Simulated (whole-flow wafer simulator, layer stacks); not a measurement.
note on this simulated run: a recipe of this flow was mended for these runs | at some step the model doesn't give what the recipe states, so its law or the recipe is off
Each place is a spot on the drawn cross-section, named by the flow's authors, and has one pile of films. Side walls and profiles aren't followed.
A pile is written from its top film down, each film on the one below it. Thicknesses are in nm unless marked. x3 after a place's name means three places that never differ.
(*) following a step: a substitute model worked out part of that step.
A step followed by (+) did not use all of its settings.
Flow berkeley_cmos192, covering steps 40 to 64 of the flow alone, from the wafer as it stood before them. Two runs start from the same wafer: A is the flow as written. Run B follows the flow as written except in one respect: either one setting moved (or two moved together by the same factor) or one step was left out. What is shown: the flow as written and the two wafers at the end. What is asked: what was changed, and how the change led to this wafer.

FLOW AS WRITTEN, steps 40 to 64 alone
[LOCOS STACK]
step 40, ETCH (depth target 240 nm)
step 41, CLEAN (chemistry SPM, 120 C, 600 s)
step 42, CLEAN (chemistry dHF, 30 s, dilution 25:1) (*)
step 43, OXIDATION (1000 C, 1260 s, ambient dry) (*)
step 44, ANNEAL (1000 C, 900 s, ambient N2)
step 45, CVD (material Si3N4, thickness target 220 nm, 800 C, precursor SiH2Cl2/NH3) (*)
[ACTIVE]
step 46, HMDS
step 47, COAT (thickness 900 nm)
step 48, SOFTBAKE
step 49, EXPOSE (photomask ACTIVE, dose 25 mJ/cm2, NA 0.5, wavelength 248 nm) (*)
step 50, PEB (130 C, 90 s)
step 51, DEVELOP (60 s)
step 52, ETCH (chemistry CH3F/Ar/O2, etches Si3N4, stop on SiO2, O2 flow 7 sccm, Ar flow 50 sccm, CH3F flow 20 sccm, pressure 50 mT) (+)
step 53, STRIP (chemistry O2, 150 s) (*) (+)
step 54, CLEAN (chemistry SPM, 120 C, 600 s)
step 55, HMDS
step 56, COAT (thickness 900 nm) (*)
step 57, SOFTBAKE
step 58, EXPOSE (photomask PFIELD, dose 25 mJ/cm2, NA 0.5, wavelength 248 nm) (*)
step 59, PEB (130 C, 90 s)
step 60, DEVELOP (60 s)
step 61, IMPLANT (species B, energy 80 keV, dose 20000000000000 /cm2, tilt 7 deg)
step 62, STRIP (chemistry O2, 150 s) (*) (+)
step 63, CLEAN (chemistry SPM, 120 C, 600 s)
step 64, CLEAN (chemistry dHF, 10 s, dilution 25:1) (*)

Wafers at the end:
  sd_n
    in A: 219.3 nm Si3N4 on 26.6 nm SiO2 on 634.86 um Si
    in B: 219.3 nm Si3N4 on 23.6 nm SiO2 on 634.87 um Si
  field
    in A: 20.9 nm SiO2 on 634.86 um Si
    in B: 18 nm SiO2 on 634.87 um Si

Cause: step 43, OXIDATION: 1008 s was run, while the flow as written has 1260 s.

Step by step, how the change led to this:
  step 43, OXIDATION (1000 C, 1260 s, ambient dry) (*)
      field, sd_n, spacer_n and 6 more: A SiO2 gains 26.6 (new film), Si loses 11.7 | B SiO2 gains 23.6 (new film), Si loses 10.4
